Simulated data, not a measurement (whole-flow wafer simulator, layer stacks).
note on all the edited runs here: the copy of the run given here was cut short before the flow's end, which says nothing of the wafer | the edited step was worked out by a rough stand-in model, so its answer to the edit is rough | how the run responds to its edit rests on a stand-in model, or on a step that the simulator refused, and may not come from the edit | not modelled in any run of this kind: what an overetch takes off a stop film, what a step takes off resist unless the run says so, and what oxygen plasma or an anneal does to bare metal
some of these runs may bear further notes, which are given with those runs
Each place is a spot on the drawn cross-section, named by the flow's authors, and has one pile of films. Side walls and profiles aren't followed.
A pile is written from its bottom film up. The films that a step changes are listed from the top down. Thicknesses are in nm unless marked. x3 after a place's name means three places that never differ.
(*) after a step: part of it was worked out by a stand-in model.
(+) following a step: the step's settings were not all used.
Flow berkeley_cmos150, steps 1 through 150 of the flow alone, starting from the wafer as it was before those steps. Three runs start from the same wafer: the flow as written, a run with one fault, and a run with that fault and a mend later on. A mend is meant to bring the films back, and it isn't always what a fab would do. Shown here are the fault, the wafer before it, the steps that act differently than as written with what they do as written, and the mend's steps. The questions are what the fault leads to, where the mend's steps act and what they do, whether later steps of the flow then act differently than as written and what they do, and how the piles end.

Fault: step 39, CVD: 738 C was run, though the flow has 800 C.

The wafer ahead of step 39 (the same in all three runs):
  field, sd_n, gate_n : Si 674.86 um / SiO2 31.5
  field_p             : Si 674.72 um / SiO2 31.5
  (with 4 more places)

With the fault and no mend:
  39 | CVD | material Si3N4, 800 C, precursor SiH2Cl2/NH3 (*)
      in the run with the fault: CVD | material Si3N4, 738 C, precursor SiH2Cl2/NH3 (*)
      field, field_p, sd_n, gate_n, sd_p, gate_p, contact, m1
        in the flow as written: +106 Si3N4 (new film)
        in the run with the fault: +44.4 Si3N4 (new film)
  Steps further on in the flow that do not act as written (28 other steps are not shown; they differ only slightly, by no more than 2% or 0.5 nm, whichever is larger):
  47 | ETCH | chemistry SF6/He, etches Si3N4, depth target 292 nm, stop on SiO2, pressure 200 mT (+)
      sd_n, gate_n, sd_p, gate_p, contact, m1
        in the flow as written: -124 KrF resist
        in the run with the fault: -57 KrF resist
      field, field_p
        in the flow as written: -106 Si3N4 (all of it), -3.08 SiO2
        in the run with the fault: -44.4 Si3N4 (all of it), -3.08 SiO2
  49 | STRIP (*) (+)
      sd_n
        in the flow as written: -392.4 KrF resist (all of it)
        in the run with the fault: -459.4 KrF resist (all of it)
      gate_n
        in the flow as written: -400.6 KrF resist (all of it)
        in the run with the fault: -467.6 KrF resist (all of it)
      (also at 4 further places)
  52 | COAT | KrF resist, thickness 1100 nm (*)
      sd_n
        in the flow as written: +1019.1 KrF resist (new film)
        in the run with the fault: +1054.5 KrF resist (new film)
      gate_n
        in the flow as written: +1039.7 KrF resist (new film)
        in the run with the fault: +1068.1 KrF resist (new film)
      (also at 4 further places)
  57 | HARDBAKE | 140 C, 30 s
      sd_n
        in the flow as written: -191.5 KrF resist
        in the run with the fault: -198.1 KrF resist
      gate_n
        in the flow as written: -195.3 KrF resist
        in the run with the fault: -200.5 KrF resist
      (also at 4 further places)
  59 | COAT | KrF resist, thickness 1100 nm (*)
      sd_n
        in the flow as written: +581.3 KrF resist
        in the run with the fault: +597.6 KrF resist
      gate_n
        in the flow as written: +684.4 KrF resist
        in the run with the fault: +701.6 KrF resist
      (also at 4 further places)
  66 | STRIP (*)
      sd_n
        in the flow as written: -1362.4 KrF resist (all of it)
        in the run with the fault: -1406.9 KrF resist (all of it)
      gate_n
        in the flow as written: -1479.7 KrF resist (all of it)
        in the run with the fault: -1519.6 KrF resist (all of it)
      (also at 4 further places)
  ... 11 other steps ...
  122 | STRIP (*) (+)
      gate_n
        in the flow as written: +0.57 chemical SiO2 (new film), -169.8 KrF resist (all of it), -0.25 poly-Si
        in the run with the fault: +0.57 chemical SiO2 (new film), -173.5 KrF resist (all of it), -0.25 poly-Si
  By the end, the piles at sd_n depart from the flow's by more than 2% or 0.5 nm, whichever is larger.
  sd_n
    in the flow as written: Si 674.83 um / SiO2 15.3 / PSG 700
    in the run with the fault: Si 674.82 um / SiO2 41.3 / PSG 700

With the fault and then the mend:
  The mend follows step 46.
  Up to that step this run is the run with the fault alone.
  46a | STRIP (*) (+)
      sd_n
        -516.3 KrF resist (all of it)
      gate_n
        -524.6 KrF resist (all of it)
      sd_p
        -566.8 KrF resist (all of it)
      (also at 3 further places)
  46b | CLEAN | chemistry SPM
      leaves every film unchanged at each place that is followed
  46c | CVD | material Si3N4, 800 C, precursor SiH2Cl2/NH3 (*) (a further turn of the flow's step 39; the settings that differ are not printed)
      field, field_p, sd_n, gate_n, sd_p, gate_p, contact, m1
        +61.6 Si3N4
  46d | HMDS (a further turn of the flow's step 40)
      leaves every film unchanged at each place that is followed
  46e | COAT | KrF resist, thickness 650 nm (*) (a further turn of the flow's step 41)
      field
        +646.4 KrF resist (new film)
      field_p
        +715.2 KrF resist (new film)
      sd_n
        +633.7 KrF resist (new film)
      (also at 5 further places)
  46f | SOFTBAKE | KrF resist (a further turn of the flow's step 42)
      leaves every film unchanged at each place that is followed
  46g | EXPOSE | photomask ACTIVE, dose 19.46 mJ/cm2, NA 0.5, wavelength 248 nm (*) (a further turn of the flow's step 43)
      leaves every film unchanged at each place that is followed
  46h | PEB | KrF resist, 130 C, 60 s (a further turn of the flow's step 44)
      gate_n, contact, m1
        -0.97 KrF resist
      field
        -0.98 KrF resist
      field_p
        -1.1 KrF resist
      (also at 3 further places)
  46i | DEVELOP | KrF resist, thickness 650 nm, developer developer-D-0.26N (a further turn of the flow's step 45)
      sd_n, gate_n, sd_p, gate_p, contact, m1
        -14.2 KrF resist
      field
        -645.4 KrF resist (all of it)
      field_p
        -714.1 KrF resist (all of it)
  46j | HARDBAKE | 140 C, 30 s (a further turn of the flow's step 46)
      sd_n
        -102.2 KrF resist
      gate_n
        -103.8 KrF resist
      sd_p
        -112.2 KrF resist
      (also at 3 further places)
  Later steps of the flow that are run all act as written at every place that is followed, up to a difference of at most 2% or 0.5 nm, whichever is larger.
  By the end, the piles equal the flow's at every place that both follow.
